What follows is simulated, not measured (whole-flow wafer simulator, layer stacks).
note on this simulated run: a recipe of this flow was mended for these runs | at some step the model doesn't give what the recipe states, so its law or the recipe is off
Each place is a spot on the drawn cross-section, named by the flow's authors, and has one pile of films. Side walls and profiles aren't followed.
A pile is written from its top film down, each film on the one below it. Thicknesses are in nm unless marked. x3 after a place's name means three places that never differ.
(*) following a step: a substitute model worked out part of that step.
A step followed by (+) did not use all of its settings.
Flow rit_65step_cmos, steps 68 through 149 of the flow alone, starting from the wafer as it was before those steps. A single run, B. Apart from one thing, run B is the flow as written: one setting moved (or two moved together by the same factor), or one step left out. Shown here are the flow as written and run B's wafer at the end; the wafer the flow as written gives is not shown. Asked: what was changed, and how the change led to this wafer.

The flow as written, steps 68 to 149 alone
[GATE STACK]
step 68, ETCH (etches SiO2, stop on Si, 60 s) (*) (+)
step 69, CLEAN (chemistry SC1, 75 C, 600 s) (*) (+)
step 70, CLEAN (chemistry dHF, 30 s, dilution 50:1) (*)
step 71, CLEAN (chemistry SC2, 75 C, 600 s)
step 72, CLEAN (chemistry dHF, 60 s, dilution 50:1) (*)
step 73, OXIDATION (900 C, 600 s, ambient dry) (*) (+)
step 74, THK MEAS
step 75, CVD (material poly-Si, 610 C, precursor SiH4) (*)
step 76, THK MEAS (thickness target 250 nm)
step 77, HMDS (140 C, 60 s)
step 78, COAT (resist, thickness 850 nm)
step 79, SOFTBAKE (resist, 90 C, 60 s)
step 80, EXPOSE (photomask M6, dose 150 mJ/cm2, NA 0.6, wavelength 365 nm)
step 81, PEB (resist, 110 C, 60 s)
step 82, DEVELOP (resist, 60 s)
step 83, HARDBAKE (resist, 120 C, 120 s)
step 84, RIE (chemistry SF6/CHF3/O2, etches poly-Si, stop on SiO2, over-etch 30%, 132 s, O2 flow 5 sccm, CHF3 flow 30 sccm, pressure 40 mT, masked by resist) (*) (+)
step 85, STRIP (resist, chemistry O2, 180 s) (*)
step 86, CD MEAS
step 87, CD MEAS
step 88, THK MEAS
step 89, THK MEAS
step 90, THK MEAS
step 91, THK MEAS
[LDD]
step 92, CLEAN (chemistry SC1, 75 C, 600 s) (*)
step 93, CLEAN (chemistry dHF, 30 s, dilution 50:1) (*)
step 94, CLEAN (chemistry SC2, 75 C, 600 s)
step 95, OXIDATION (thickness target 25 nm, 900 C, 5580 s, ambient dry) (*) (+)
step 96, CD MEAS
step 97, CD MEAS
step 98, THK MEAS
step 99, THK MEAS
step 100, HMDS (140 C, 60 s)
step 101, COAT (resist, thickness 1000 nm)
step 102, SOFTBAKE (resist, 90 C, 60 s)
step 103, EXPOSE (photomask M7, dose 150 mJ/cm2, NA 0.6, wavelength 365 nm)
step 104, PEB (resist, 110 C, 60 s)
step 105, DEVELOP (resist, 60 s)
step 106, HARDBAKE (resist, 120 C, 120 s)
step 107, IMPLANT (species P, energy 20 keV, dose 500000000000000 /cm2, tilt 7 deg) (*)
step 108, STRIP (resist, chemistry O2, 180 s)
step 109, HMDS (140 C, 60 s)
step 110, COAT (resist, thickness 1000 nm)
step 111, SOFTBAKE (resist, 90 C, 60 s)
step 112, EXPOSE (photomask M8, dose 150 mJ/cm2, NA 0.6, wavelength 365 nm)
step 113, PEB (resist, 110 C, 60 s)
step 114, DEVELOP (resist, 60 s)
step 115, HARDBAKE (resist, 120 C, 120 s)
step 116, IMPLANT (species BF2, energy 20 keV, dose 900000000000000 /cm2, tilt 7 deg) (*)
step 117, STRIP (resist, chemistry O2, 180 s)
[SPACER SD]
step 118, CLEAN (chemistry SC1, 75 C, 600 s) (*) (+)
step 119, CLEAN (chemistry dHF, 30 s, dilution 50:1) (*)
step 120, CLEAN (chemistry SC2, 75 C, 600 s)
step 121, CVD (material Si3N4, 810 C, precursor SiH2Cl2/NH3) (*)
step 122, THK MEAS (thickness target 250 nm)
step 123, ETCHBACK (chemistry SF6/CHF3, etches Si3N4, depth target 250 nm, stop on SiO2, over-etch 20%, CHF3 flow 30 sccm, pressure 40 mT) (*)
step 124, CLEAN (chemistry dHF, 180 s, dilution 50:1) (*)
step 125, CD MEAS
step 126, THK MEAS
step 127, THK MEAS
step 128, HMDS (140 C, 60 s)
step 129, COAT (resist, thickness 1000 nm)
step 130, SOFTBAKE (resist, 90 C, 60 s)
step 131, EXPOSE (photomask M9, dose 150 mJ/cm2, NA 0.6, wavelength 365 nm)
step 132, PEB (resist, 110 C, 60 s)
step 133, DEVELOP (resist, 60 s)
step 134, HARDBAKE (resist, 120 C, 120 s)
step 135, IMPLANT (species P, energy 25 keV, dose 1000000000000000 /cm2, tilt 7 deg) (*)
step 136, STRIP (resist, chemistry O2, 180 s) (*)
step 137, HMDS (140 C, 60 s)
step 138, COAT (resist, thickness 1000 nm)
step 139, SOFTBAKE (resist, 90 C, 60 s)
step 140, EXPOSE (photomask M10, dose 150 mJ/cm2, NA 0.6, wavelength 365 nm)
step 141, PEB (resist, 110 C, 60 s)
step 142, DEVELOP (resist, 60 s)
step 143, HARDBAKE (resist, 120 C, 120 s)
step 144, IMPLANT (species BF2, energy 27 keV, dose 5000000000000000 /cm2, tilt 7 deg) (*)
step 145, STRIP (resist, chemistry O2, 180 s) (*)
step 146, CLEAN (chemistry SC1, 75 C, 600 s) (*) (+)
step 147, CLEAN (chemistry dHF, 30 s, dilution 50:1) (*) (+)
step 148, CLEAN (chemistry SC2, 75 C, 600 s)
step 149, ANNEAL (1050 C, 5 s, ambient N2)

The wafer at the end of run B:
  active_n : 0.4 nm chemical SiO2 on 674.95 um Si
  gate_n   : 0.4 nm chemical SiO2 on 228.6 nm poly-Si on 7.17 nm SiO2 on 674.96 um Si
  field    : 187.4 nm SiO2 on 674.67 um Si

The reason: step 68, ETCH: 84 s was run, while the flow as written has 60 s.

How this came from the change, step by step:
  step 68, ETCH (etches SiO2, stop on Si, 60 s) (*) (+)
      field, field_pw, field_nw, field_p: SiO2 loses 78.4 (it would be, as written: SiO2 loses 56)
  step 72, CLEAN (chemistry dHF, 60 s, dilution 50:1) (*)
      field_nw, field_p: SiO2 loses 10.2 (it would be, as written: SiO2 loses 11.3)
  step 106, HARDBAKE (resist, 120 C, 120 s)
      field_p: resist loses 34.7 (it would be, as written: resist loses 34)
  step 115, HARDBAKE (resist, 120 C, 120 s)
      field: resist loses 34.5 (it would be, as written: resist loses 33.8)
  step 143, HARDBAKE (resist, 120 C, 120 s)
      field: resist loses 34.7 (it would be, as written: resist loses 34)
